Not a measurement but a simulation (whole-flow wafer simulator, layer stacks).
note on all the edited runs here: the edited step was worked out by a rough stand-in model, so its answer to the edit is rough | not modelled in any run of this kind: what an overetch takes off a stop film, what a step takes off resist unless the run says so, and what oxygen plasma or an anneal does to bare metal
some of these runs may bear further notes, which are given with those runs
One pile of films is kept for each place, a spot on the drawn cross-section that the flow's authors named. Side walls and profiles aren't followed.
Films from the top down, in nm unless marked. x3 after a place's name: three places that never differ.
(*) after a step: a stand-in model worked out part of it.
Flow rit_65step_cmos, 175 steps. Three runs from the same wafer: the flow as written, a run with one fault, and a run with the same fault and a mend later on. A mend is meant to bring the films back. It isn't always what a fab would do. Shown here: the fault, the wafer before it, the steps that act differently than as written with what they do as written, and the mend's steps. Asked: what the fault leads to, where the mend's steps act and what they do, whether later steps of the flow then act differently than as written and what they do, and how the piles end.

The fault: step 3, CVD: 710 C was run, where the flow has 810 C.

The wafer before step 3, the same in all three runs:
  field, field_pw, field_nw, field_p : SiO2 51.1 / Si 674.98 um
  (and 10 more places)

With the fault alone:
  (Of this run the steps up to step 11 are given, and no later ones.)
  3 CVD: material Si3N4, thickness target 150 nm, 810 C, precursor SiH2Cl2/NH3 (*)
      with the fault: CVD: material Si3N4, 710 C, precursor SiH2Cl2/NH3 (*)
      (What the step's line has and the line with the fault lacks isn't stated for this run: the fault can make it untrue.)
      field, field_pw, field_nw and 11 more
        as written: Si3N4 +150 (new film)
        with the fault: Si3N4 +27 (new film)
  No later step of the flow up to step 11 acts differently than as written at any place that is followed.
  After step 11 the piles differ from the flow's by more than 2% or 0.5 nm, whichever is larger, at field, field_pw, field_nw and 11 more.
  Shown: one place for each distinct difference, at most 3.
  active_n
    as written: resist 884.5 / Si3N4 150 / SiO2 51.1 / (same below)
    with the fault: resist 884.5 / Si3N4 27 / SiO2 51.1 / (same below)
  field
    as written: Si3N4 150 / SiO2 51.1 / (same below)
    with the fault: Si3N4 27 / SiO2 51.1 / (same below)

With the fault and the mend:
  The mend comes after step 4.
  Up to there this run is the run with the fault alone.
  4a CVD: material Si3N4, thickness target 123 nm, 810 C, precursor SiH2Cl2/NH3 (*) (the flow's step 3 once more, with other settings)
      field, field_pw, field_nw and 11 more
        Si3N4 +123
  No later step of the flow acts differently than as written, at any place that is followed, by more than 2% or 0.5 nm, whichever is larger.
  At the end the piles are the same as the flow's at every place that both follow.
